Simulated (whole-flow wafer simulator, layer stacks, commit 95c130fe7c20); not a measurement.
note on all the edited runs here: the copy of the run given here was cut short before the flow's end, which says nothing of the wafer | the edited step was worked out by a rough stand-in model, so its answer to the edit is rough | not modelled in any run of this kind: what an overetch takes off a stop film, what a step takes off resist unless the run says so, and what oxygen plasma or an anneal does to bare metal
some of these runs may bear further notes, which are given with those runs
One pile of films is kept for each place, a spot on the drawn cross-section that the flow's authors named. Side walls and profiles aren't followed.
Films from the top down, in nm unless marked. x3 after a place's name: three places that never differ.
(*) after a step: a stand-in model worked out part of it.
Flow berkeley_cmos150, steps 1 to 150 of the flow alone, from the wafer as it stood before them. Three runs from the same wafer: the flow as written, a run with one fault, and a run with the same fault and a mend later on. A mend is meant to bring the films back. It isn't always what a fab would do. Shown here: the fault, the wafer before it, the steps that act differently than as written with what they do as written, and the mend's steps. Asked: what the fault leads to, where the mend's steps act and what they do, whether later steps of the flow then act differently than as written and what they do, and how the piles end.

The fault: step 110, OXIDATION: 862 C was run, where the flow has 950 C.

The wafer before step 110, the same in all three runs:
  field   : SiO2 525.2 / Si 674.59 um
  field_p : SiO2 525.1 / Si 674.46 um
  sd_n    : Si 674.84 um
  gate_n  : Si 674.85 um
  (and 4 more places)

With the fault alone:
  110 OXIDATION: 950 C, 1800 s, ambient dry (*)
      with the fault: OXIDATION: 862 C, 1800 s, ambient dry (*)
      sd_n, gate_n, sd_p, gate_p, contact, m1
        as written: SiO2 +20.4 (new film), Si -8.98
        with the fault: SiO2 +8.47 (new film), Si -3.73
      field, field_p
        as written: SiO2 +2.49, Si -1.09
        with the fault: SiO2 +0.56, Si -0.24
  Later steps of the flow that act differently than as written (16 more steps differ only slightly, by at most 2% or 0.5 nm, whichever is larger, and aren't shown):
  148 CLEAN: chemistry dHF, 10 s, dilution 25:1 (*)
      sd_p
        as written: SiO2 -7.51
        with the fault: SiO2 -5.29 (all of it)
  At the end the piles differ from the flow's by more than 2% or 0.5 nm, whichever is larger, at sd_n, gate_n, sd_p, gate_p, contact, m1.
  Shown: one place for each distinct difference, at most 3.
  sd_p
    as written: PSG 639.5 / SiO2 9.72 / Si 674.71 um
    with the fault: PSG 640 / Si 674.71 um
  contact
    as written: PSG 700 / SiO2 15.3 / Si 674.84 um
    with the fault: PSG 700 / SiO2 3.37 / Si 674.84 um
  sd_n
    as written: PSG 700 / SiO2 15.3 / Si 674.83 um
    with the fault: PSG 700 / SiO2 3.37 / Si 674.83 um

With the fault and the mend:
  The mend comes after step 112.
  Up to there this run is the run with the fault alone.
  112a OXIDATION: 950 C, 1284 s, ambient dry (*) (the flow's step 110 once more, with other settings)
      sd_n, gate_n, sd_p, gate_p, contact, m1
        SiO2 +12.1, Si -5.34
      field, field_p
        SiO2 +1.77, Si -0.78
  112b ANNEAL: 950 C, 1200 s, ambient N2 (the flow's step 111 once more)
      changes no film at any place that is followed
  No later step of the flow acts differently than as written, at any place that is followed, by more than 2% or 0.5 nm, whichever is larger.
  At the end the piles differ from the flow's only slightly at the places that both follow, by at most 2% or 0.5 nm, whichever is larger.
